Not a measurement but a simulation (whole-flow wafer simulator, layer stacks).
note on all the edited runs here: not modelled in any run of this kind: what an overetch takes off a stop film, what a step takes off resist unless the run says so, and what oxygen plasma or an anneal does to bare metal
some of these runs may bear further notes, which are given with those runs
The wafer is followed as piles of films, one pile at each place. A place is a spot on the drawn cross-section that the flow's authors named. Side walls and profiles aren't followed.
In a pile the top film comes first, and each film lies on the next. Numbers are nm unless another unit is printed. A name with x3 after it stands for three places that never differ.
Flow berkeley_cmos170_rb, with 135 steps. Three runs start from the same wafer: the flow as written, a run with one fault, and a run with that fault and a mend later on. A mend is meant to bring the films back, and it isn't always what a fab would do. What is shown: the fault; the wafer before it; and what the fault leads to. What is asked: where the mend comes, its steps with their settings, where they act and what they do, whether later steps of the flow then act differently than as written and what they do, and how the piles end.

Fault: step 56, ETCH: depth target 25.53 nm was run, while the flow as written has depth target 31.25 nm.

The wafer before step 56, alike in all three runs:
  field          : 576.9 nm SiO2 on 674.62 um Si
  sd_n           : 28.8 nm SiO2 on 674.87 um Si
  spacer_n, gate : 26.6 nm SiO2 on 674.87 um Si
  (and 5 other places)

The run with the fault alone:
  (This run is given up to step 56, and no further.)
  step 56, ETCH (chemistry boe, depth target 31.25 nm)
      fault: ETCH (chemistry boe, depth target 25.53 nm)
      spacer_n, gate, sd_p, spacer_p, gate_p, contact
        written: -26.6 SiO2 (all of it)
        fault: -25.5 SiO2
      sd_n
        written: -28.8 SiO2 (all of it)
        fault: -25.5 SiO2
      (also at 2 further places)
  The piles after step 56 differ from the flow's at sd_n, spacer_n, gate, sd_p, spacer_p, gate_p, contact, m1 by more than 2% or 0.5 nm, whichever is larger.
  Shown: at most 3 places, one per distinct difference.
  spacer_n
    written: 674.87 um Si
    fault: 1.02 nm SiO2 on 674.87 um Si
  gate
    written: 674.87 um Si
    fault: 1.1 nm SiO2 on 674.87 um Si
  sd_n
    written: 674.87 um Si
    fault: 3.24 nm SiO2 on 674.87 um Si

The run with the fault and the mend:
  The mend stands after step 56.
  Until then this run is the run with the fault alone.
  step 56a, ETCH (chemistry boe, depth target 5.719 nm) (the flow's step 56, run once more with other settings)
      spacer_n, spacer_p, gate_p, contact
        -1.02 SiO2 (all of it)
      gate, sd_p
        -1.1 SiO2 (all of it)
      field
        -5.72 SiO2
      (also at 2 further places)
  None of the later steps of the flow differs from how it acts as written, at any place that is followed, by more than 2% or 0.5 nm, whichever is larger.
  At every place that both follow, the piles at the end match the flow's.
